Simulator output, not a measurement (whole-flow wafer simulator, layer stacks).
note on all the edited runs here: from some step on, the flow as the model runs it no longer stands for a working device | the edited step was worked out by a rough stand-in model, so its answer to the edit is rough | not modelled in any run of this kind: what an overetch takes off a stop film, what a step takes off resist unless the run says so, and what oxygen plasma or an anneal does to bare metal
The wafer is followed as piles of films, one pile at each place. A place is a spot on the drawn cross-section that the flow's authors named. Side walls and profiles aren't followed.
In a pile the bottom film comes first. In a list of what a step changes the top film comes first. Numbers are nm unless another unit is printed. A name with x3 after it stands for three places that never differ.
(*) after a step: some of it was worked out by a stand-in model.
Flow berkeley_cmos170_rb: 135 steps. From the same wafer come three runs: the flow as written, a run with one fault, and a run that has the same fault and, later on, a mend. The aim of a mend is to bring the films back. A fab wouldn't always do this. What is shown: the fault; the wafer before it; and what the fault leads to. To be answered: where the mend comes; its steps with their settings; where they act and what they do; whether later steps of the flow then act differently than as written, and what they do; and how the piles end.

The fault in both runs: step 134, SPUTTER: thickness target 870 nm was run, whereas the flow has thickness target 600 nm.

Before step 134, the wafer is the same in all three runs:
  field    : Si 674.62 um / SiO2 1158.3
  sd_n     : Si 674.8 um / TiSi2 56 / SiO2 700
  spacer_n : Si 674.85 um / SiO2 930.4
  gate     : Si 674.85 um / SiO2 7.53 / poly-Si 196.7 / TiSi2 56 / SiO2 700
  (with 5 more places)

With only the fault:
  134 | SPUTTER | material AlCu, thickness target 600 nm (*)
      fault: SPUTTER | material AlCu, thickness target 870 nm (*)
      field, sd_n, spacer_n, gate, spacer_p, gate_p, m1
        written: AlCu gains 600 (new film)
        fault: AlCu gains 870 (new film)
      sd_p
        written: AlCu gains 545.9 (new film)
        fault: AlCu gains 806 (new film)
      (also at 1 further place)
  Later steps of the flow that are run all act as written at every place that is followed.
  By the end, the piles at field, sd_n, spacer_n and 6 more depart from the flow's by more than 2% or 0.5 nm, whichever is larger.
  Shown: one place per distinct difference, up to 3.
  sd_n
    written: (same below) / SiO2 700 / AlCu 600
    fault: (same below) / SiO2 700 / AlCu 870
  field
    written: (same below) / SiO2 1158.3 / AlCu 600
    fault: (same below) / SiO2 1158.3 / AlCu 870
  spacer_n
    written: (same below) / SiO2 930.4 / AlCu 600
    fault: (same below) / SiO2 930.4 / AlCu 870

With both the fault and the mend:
  The mend stands after step 134.
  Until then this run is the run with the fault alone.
  134a | ETCH | chemistry al pan, depth target 1001 nm
      field, sd_n, spacer_n, gate, spacer_p, gate_p, m1
        AlCu loses 870 (all of it)
      sd_p
        AlCu loses 806 (all of it)
      contact
        AlCu loses 588.7 (all of it)
  134b | SPUTTER | material AlCu, thickness target 600 nm (*) (a further turn of the flow's step 134)
      field, sd_n, spacer_n, gate, spacer_p, gate_p, m1
        AlCu gains 600 (new film)
      sd_p
        AlCu gains 545.9 (new film)
      contact
        AlCu gains 415.1 (new film)
  Later steps of the flow that are run all act as written at every place that is followed.
  By the end, the piles equal the flow's at every place that both follow.
